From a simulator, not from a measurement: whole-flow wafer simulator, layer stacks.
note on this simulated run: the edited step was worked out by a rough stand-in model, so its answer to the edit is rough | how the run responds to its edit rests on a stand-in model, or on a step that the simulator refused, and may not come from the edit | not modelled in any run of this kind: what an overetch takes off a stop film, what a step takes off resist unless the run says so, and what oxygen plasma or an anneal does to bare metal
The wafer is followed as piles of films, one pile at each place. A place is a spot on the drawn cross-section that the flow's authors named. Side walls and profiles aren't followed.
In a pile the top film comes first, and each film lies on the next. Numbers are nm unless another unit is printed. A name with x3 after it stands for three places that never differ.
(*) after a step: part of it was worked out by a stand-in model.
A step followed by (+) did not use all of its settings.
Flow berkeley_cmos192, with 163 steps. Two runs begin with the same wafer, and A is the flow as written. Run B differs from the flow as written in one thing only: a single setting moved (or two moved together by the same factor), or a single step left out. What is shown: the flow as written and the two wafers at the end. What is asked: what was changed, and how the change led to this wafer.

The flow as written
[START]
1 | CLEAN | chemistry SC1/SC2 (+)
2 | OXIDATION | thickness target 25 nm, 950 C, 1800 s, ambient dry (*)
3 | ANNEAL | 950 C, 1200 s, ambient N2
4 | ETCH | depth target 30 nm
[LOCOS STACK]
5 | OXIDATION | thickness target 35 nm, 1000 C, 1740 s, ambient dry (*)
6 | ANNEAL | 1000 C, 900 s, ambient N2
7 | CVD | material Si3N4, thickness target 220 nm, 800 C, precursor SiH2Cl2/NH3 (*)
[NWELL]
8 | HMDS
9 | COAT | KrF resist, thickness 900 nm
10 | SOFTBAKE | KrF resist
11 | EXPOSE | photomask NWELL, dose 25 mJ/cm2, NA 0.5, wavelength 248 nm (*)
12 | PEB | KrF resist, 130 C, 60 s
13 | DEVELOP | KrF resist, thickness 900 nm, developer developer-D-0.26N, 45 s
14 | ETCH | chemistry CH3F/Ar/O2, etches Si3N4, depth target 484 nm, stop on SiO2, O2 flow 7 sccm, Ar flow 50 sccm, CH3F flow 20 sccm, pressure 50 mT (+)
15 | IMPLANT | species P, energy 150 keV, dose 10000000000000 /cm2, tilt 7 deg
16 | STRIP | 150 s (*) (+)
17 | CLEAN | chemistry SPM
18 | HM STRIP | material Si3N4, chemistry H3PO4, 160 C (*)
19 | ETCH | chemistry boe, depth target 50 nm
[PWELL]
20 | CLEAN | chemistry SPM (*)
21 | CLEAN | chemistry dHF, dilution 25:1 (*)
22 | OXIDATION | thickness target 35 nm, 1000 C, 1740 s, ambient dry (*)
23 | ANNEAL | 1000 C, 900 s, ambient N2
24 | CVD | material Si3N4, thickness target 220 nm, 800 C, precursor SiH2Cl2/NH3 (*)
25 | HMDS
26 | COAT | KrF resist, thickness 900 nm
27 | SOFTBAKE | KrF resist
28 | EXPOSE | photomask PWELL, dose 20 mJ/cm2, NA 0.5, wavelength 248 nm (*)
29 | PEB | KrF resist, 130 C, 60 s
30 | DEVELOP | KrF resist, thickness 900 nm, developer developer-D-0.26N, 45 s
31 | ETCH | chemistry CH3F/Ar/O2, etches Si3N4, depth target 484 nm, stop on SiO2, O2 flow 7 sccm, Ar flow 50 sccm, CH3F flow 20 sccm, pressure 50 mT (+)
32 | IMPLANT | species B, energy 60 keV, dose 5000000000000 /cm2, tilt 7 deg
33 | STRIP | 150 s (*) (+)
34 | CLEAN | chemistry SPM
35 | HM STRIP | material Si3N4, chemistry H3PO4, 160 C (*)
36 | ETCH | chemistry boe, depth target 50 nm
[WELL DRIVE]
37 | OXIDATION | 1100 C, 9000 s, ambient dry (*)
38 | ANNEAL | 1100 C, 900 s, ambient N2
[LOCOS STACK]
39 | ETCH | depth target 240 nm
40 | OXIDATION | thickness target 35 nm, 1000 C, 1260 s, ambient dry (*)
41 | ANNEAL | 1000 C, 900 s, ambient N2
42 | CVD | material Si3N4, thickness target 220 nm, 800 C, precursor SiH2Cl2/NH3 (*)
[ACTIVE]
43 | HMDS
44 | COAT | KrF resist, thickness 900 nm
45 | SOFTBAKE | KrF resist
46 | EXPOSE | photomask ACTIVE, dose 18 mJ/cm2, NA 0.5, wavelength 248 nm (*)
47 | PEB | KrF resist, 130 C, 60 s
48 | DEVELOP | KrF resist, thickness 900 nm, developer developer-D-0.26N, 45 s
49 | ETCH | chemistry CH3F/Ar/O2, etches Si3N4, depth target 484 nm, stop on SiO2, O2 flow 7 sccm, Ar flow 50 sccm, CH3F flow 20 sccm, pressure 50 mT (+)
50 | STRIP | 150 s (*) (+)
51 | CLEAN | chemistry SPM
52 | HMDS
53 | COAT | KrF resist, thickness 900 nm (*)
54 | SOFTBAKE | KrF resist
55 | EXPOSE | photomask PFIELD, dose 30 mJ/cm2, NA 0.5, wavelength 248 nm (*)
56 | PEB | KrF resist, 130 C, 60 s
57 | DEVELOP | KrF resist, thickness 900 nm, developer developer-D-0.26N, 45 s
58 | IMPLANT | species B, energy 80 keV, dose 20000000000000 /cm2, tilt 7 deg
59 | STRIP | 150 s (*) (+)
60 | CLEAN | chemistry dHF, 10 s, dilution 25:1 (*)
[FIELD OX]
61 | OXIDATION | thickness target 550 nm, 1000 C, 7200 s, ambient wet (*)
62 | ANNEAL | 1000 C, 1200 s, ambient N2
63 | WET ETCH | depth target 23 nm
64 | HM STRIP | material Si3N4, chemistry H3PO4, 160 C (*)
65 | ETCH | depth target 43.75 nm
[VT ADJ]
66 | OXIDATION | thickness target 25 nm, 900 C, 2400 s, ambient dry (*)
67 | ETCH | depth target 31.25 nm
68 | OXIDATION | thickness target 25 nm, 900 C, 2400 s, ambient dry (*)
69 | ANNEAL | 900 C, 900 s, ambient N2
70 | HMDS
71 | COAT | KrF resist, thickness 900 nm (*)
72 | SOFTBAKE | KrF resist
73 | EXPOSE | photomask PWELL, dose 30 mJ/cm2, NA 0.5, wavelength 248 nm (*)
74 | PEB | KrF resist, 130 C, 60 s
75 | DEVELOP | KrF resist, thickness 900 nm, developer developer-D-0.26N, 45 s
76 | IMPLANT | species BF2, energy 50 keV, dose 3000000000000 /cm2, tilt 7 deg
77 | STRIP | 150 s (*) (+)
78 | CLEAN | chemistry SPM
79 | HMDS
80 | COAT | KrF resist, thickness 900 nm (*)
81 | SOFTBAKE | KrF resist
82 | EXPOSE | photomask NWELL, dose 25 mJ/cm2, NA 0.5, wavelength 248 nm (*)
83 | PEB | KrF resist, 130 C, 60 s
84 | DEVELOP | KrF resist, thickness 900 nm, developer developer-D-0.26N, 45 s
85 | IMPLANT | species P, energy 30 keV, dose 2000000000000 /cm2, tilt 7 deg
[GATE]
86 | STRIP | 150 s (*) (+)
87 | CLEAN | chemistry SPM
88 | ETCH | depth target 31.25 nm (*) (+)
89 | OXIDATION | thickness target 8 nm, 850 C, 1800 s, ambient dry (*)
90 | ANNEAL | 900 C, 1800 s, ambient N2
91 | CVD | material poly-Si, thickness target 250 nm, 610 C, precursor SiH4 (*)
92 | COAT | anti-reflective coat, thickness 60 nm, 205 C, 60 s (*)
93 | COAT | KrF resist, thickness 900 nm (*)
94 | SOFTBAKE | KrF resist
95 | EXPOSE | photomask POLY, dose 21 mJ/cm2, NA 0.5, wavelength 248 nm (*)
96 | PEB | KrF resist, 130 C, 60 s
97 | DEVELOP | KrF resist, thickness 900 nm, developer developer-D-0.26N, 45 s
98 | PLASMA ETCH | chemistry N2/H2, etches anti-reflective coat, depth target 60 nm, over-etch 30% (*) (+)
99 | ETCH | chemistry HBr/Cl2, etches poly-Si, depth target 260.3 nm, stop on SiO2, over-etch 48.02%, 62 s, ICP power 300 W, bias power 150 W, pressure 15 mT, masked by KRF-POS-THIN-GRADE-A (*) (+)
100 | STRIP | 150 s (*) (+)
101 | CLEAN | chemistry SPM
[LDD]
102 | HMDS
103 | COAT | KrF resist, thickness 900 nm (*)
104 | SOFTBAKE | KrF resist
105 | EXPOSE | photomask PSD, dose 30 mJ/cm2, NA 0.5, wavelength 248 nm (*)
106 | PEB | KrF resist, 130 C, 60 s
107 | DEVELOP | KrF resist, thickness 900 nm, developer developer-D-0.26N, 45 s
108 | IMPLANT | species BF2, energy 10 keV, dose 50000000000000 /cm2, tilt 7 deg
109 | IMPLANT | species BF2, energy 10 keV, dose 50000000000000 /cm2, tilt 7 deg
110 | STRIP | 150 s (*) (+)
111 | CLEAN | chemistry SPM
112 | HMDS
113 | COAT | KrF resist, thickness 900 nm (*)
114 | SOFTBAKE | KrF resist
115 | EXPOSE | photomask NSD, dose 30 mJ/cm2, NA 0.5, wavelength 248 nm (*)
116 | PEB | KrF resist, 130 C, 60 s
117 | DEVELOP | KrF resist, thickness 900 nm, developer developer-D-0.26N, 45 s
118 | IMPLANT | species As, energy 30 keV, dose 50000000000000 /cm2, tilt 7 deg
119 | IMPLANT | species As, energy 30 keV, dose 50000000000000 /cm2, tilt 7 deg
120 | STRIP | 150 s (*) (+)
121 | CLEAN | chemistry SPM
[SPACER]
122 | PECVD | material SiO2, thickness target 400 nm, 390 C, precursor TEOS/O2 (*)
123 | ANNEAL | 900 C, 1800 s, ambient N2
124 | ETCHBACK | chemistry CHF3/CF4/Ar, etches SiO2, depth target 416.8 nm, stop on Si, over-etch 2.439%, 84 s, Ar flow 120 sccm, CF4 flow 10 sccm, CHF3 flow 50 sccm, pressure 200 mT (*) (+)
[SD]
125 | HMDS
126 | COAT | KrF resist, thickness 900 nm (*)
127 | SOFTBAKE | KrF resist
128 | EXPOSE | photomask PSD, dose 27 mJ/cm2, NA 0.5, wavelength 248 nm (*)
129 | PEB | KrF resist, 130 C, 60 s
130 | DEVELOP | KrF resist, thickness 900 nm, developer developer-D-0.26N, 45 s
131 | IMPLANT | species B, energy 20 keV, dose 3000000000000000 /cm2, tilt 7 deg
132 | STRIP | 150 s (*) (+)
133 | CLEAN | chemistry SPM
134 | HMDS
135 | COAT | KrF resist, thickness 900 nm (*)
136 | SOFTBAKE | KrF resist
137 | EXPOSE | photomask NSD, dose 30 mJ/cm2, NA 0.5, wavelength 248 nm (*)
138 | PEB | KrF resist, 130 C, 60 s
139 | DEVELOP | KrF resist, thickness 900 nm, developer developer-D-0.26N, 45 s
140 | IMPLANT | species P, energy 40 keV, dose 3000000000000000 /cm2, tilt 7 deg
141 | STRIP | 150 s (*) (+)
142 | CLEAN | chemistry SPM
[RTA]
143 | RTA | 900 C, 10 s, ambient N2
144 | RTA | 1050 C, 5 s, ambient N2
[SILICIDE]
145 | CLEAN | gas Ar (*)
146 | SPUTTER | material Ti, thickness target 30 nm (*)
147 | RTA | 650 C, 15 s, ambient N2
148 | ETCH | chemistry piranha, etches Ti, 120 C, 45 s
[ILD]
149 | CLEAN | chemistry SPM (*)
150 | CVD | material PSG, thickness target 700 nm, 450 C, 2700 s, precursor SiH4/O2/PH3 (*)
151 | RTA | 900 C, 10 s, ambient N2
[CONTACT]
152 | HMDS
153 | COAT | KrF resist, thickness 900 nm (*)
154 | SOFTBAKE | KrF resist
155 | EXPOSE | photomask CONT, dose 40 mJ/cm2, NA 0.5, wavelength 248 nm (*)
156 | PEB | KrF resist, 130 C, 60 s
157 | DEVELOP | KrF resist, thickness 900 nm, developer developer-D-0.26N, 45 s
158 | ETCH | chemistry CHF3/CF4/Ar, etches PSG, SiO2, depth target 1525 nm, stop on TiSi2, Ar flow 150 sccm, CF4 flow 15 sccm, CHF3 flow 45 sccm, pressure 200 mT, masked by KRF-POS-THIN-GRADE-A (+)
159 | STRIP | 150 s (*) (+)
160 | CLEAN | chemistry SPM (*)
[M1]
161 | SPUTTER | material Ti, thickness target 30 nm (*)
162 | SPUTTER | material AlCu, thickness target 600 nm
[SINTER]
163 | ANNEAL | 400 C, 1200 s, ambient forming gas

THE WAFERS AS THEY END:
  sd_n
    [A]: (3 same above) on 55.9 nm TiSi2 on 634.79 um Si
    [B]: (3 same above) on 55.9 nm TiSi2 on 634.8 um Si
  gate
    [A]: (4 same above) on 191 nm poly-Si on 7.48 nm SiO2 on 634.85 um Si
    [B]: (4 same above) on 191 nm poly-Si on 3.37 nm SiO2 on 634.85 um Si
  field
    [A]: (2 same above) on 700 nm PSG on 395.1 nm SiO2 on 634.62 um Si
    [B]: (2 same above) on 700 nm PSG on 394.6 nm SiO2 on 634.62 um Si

Cause: step 89, OXIDATION: 765 C was run, whereas the flow has 850 C.

Step by step, how the change led to this:
  89 | OXIDATION | thickness target 8 nm, 850 C, 1800 s, ambient dry (*)
      field: A +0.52 SiO2, -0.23 Si | B nothing
      sd_n, spacer_n, gate, sd_p, spacer_p, gate_p, contact, m1: A +7.48 SiO2 (new film), -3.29 Si | B +3.37 SiO2 (new film), -1.48 Si
